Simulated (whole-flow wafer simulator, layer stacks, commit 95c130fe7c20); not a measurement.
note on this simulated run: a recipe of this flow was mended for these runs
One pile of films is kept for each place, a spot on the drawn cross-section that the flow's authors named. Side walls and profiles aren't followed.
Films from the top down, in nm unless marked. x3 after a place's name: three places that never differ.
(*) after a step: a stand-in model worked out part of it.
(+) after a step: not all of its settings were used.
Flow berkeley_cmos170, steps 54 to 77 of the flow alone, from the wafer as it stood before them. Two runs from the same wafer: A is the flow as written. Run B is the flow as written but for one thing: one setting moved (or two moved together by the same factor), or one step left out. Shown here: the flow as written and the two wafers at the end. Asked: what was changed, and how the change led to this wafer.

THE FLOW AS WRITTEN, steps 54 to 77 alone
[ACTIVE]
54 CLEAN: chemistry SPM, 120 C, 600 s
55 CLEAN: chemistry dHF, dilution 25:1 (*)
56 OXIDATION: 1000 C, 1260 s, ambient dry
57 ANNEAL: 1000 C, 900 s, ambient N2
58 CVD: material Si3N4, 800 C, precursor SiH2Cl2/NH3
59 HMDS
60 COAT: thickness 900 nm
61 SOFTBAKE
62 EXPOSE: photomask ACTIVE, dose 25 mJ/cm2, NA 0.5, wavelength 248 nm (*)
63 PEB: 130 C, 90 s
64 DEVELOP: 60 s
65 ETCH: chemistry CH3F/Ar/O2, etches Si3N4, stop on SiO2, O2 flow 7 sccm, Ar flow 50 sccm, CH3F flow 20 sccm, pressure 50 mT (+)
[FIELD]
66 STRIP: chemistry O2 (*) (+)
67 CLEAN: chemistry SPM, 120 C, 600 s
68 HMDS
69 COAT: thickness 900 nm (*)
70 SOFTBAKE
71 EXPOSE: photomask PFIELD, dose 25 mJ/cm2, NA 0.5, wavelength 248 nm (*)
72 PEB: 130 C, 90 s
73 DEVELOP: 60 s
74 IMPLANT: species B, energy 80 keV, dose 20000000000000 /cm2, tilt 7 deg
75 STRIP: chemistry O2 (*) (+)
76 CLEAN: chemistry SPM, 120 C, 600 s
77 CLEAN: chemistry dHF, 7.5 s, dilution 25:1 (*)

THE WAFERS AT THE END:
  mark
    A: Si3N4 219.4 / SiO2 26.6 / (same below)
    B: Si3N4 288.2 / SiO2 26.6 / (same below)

The cause: step 58, CVD: 832 C was run, where the flow has 800 C.

How the change led to this, step by step:
  58 CVD: material Si3N4, 800 C, precursor SiH2Cl2/NH3
      field, mark, sd_n and 10 more: A Si3N4 +220 (new film) | B Si3N4 +288.7 (new film)
  65 ETCH: chemistry CH3F/Ar/O2, etches Si3N4, stop on SiO2, O2 flow 7 sccm, Ar flow 50 sccm, CH3F flow 20 sccm, pressure 50 mT (+)
      mark, sd_n, spacer_n and 9 more: A KrF-resist -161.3 | B KrF-resist -207.2
      field: A Si3N4 -220 (all of it), SiO2 -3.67 | B Si3N4 -288.7 (all of it), SiO2 -3.67
  66 STRIP: chemistry O2 (*) (+)
      mark, sd_n, spacer_n and 9 more: A KrF-resist -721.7 (all of it) | B KrF-resist -675.9 (all of it)
  69 COAT: thickness 900 nm (*)
      sd_n: A KrF-resist +784.1 (new film) | B KrF-resist +750.8 (new film)
      spacer_n: A KrF-resist +820.2 (new film) | B KrF-resist +797.2 (new film)
      (and at 9 more places)
  75 STRIP: chemistry O2 (*) (+)
      sd_n: A KrF-resist -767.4 (all of it) | B KrF-resist -734.3 (all of it)
      spacer_n: A KrF-resist -803.4 (all of it) | B KrF-resist -780.5 (all of it)
      (and at 9 more places)
